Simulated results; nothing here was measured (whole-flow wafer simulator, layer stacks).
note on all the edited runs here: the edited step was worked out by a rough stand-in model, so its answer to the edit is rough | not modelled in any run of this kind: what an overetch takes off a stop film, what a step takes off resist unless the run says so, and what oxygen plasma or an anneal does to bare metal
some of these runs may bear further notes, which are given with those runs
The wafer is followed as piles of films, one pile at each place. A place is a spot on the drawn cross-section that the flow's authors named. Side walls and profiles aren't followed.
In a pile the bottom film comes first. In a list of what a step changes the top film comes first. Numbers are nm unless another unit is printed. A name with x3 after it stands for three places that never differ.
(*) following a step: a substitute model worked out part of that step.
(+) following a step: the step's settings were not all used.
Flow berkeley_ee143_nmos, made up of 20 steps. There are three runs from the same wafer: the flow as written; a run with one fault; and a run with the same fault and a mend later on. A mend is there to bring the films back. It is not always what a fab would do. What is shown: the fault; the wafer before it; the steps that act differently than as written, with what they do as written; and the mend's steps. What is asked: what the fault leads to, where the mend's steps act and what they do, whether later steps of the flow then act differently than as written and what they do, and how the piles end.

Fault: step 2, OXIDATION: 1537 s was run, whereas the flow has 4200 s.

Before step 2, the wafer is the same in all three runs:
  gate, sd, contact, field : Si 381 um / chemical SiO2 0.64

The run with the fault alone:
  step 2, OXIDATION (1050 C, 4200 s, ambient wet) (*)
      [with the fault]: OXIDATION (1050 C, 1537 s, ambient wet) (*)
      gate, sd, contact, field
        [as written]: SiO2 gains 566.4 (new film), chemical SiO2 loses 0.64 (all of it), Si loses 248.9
        [with the fault]: SiO2 gains 304.8 (new film), chemical SiO2 loses 0.64 (all of it), Si loses 133.8
  Steps further on in the flow that do not act as written:
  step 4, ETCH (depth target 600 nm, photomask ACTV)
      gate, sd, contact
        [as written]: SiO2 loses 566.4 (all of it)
        [with the fault]: SiO2 loses 304.8 (all of it)
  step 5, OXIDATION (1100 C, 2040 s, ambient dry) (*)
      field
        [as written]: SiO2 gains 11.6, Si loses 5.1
        [with the fault]: SiO2 gains 19.2, Si loses 8.45
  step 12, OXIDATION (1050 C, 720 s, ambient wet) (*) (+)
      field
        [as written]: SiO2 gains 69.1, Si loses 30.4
        [with the fault]: SiO2 gains 107.3, Si loses 47.2
  The piles end different from the flow's at field by more than 2% or 0.5 nm, whichever is larger.
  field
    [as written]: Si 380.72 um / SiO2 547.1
    [with the fault]: Si 380.81 um / SiO2 331.3

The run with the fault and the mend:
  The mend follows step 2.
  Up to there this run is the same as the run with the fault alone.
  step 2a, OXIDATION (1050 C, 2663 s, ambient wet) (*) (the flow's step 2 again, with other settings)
      gate, sd, contact, field
        SiO2 gains 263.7, Si loses 116
  Later steps of the flow that are run all act as written at every place that is followed, up to a difference of at most 2% or 0.5 nm, whichever is larger.
  When the end is reached, the piles differ only a little from the flow's at the places that both follow, at most by 2% or 0.5 nm, whichever is larger.
